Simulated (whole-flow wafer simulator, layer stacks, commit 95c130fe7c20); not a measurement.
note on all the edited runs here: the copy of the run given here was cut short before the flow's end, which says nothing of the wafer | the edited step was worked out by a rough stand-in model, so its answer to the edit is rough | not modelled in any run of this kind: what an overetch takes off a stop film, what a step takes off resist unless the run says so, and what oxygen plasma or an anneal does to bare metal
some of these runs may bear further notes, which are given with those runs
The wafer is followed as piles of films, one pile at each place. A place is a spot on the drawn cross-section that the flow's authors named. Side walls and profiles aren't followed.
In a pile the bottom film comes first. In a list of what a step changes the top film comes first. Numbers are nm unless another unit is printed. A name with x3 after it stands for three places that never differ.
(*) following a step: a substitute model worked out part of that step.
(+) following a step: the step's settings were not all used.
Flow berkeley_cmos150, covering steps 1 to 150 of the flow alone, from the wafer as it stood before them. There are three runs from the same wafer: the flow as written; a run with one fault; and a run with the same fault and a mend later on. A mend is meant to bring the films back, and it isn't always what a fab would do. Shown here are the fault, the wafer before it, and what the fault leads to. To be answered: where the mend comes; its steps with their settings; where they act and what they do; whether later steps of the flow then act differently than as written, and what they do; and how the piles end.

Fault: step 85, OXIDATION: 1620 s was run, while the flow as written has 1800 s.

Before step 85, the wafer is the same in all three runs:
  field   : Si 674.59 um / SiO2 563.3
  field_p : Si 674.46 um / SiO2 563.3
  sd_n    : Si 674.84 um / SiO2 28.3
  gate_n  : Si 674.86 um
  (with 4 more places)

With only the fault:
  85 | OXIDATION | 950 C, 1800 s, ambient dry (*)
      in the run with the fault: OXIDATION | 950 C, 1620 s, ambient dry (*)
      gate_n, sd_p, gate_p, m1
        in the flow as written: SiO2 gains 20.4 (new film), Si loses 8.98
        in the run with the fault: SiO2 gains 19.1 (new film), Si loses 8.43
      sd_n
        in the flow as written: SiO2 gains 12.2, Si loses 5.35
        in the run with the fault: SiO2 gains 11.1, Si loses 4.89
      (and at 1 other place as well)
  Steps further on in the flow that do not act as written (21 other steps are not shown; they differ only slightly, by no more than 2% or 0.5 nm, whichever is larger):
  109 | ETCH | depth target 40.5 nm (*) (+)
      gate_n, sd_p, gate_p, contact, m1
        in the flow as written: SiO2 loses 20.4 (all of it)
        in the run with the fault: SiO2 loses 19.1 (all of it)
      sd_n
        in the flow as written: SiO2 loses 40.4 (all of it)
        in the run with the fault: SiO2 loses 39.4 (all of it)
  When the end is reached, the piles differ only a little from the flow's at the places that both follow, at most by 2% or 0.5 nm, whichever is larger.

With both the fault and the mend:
  The mend stands after step 85.
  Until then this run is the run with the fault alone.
  85a | OXIDATION | 950 C, 180 s, ambient dry (*) (the flow's step 85, run once more with other settings)
      gate_n, sd_p, gate_p, contact, m1
        SiO2 gains 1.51, Si loses 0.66
      field, field_p
        SiO2 gains 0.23, Si loses 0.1
      sd_n
        SiO2 gains 1.1, Si loses 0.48
  Every later step of the flow that is run acts as written, at every place that is followed, to within 2% or 0.5 nm, whichever is larger.
  When the end is reached, the piles differ only a little from the flow's at the places that both follow, at most by 2% or 0.5 nm, whichever is larger.
